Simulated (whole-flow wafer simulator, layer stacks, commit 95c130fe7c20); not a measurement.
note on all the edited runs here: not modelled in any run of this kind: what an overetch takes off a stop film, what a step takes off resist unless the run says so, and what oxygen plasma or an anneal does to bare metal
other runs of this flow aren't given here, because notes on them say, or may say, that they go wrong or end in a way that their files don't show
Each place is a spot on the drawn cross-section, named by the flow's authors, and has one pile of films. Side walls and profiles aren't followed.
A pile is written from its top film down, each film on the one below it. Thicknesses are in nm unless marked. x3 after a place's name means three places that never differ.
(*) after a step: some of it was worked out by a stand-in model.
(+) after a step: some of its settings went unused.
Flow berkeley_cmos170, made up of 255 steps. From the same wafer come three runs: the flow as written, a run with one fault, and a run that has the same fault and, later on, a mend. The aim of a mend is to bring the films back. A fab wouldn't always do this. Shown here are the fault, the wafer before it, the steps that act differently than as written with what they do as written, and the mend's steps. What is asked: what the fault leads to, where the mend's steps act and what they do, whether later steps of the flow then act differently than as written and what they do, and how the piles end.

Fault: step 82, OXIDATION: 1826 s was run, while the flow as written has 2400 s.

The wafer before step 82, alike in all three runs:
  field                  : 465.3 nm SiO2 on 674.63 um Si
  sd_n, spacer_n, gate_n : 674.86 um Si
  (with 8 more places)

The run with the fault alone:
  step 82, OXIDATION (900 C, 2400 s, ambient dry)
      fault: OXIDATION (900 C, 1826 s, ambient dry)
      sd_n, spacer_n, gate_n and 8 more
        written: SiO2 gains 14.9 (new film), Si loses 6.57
        fault: SiO2 gains 12.6 (new film), Si loses 5.53
  Steps later in the flow that act otherwise than as written (not shown: 45 more steps that differ only slightly, by at most 2% or 0.5 nm, whichever is larger):
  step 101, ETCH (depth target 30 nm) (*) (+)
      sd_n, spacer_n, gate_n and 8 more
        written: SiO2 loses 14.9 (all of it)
        fault: SiO2 loses 12.6 (all of it)
  The piles end only slightly different from the flow's at the places that both follow, by no more than 2% or 0.5 nm, whichever is larger.

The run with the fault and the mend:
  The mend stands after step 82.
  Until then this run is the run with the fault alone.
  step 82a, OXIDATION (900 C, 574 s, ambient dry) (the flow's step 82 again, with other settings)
      sd_n, spacer_n, gate_n and 8 more
        SiO2 gains 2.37, Si loses 1.04
      field
        SiO2 gains 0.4, Si loses 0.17
  None of the later steps of the flow acts differently than as written at any place that is followed.
  At every place that both follow, the piles at the end match the flow's.
